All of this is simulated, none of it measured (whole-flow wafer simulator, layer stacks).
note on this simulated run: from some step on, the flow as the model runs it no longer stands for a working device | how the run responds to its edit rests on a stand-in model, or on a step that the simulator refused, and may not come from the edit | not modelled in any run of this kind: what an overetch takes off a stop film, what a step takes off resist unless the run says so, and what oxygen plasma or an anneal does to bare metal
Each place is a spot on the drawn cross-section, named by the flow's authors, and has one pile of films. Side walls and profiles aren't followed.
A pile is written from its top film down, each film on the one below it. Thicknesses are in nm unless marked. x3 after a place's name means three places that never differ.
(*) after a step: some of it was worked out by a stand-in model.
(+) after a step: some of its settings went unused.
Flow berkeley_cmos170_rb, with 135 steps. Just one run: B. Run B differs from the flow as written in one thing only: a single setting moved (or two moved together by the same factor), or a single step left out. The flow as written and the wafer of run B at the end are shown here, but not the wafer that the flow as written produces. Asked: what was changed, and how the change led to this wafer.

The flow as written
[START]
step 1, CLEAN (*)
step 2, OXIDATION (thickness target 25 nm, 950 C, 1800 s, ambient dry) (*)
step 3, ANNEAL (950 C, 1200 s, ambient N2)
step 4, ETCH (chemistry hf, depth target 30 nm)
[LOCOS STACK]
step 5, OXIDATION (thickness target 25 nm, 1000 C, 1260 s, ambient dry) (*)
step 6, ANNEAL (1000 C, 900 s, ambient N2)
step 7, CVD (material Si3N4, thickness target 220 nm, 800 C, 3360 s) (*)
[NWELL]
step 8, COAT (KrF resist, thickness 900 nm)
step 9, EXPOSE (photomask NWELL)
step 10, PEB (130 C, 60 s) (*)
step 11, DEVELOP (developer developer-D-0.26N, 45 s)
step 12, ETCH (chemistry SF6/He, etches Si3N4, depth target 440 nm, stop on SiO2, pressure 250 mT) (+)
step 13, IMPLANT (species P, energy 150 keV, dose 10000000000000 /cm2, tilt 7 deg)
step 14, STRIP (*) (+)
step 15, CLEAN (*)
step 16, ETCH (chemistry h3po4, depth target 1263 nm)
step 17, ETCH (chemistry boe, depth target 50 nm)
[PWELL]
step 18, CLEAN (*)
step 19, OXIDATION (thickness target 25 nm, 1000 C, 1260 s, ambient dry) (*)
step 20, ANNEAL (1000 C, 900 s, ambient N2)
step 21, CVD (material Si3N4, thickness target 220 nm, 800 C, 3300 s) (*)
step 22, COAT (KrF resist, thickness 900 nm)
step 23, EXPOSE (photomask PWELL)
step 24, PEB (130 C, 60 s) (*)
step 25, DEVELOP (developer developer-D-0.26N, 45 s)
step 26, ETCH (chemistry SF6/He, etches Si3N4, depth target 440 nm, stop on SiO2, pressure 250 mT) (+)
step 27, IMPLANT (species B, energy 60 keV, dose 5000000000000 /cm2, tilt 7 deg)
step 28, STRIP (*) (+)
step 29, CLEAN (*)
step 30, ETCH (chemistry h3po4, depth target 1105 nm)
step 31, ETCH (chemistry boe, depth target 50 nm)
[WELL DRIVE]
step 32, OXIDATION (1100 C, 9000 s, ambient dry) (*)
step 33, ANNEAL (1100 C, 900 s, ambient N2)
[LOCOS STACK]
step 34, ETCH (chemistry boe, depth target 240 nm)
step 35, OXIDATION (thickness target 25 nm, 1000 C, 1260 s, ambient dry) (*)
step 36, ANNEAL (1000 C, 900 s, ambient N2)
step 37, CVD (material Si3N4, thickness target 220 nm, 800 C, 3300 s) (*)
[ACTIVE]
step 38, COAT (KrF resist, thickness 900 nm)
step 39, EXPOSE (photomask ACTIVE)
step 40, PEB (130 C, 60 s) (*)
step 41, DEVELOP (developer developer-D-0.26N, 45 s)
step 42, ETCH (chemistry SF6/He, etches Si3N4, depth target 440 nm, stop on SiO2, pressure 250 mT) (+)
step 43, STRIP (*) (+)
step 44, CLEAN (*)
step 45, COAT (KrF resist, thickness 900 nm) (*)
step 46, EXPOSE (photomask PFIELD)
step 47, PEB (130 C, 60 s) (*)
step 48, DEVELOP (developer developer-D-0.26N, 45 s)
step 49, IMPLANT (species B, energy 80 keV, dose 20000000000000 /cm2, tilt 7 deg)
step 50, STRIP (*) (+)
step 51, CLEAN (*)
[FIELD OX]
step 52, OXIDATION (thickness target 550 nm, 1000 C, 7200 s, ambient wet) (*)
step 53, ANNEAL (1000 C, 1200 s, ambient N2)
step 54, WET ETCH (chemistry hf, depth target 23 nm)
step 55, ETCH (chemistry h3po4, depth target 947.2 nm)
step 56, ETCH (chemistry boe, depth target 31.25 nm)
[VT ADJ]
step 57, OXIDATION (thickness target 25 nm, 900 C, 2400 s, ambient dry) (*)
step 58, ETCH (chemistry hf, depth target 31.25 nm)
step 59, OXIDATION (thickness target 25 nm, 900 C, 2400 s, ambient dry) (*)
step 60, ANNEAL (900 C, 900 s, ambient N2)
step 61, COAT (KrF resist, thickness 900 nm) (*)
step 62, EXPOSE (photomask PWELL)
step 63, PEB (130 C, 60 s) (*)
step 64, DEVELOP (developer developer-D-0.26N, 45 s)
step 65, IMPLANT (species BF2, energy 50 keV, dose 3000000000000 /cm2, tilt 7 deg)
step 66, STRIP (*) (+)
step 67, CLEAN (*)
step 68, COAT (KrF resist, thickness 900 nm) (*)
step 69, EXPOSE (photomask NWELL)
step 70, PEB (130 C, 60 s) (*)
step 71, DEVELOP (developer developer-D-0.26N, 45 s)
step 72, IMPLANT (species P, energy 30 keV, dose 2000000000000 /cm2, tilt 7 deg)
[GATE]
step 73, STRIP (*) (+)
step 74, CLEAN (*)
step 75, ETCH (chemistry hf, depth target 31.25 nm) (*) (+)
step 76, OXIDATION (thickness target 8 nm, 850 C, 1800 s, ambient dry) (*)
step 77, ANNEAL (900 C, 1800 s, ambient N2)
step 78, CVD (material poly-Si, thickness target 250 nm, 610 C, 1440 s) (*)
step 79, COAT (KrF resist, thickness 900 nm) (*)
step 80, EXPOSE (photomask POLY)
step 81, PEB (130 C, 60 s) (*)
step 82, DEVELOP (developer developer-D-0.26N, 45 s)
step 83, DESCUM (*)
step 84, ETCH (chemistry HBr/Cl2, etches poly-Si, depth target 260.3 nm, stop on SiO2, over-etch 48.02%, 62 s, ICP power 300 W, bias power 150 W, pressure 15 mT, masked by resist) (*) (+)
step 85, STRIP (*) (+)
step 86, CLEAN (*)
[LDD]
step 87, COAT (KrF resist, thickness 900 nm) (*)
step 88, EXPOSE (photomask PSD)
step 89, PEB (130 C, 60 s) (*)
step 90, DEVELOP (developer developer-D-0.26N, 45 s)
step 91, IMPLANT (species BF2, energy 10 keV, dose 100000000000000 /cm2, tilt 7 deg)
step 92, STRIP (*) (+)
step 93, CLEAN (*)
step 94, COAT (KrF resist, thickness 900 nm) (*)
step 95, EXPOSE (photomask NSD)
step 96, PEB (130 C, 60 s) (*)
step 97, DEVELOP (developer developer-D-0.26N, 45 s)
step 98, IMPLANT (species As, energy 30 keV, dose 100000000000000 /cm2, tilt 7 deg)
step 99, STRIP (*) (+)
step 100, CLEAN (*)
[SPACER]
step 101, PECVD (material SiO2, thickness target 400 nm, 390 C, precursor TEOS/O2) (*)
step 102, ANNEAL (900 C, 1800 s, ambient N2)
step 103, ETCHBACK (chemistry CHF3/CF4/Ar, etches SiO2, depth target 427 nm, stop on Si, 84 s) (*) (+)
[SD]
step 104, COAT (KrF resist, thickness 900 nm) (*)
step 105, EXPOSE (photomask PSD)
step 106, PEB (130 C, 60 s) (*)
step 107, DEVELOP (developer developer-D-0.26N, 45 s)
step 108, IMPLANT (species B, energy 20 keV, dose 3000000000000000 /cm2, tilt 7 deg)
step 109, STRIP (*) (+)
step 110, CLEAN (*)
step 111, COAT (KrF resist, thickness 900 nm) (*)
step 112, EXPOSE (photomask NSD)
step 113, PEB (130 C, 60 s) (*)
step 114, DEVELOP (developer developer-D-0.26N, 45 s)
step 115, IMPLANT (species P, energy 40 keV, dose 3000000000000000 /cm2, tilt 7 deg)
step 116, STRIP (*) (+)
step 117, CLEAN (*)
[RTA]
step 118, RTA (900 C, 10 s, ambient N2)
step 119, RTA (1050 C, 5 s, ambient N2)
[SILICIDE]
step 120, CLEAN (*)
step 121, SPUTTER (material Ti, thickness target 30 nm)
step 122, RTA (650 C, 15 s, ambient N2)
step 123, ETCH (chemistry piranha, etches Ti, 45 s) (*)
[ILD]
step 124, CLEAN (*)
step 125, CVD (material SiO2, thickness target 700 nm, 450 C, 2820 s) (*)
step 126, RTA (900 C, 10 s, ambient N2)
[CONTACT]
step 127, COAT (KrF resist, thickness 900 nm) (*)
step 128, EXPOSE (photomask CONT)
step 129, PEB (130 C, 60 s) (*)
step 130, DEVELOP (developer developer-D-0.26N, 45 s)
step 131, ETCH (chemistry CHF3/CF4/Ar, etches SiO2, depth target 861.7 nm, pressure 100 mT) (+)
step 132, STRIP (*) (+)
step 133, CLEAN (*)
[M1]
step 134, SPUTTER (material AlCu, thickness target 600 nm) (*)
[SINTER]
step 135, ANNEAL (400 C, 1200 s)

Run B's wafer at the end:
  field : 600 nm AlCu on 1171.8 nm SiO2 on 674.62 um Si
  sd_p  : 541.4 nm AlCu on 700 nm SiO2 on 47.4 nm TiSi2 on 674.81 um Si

What caused this: step 58, ETCH: depth target 17.69 nm was run, though the flow has depth target 31.25 nm.

Step by step, how the change led to this:
  step 58, ETCH (chemistry hf, depth target 31.25 nm)
      field: SiO2 loses 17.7 (as written it would have been: SiO2 loses 31.2)
  step 121, SPUTTER (material Ti, thickness target 30 nm)
      sd_p: Ti gains 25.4 (new film) (as written it would have been: Ti gains 27.1 (new film))
  step 122, RTA (650 C, 15 s, ambient N2)
      sd_p: Ti loses 19.8, TiSi2 C49 gains 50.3 (new film), Si loses 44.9 (as written it would have been: Ti loses 21.1, TiSi first gains 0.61 (new film), TiSi2 C49 gains 52.9 (new film), Si loses 47.6)
  step 126, RTA (900 C, 10 s, ambient N2)
      sd_p: under 1 film: TiSi2 gains 47.4 (new film), TiSi2 C49 loses 50.3 (all of it) (as written it would have been: under 1 film: TiSi2 gains 50.7 (new film), TiSi first loses 0.61 (all of it), TiSi2 C49 loses 52.9 (all of it), Si loses 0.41)
